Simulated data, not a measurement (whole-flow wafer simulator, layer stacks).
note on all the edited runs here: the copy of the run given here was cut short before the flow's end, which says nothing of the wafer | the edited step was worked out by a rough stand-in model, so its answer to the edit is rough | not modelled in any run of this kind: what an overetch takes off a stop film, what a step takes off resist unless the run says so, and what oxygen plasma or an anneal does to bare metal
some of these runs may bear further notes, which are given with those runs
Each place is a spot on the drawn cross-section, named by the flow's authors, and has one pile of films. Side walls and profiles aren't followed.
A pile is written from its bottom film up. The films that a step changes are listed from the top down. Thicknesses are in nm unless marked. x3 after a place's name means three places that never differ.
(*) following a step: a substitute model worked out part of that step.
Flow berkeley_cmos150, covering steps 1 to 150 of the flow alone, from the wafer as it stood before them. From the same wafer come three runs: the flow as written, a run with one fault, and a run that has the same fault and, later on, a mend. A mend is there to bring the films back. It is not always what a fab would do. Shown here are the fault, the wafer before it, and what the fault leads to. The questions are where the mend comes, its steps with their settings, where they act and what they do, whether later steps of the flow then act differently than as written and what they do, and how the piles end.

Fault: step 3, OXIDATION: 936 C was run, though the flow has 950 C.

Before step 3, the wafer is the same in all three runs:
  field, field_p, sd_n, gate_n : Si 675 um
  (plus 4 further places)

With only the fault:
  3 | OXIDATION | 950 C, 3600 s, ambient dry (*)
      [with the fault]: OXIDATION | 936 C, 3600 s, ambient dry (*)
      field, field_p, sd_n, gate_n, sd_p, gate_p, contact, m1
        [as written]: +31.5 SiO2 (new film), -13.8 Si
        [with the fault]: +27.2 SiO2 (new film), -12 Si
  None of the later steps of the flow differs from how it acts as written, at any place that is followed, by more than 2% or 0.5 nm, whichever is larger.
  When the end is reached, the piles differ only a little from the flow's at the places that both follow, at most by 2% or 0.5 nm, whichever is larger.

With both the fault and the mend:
  The mend follows step 4.
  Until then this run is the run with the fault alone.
  4a | OXIDATION | 950 C, 653 s, ambient dry (*) (the flow's step 3 again, with other settings)
      field, field_p, sd_n, gate_n, sd_p, gate_p, contact, m1
        +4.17 SiO2, -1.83 Si
  None of the later steps of the flow differs from how it acts as written, at any place that is followed, by more than 2% or 0.5 nm, whichever is larger.
  By the end, the piles equal the flow's at every place that both follow.
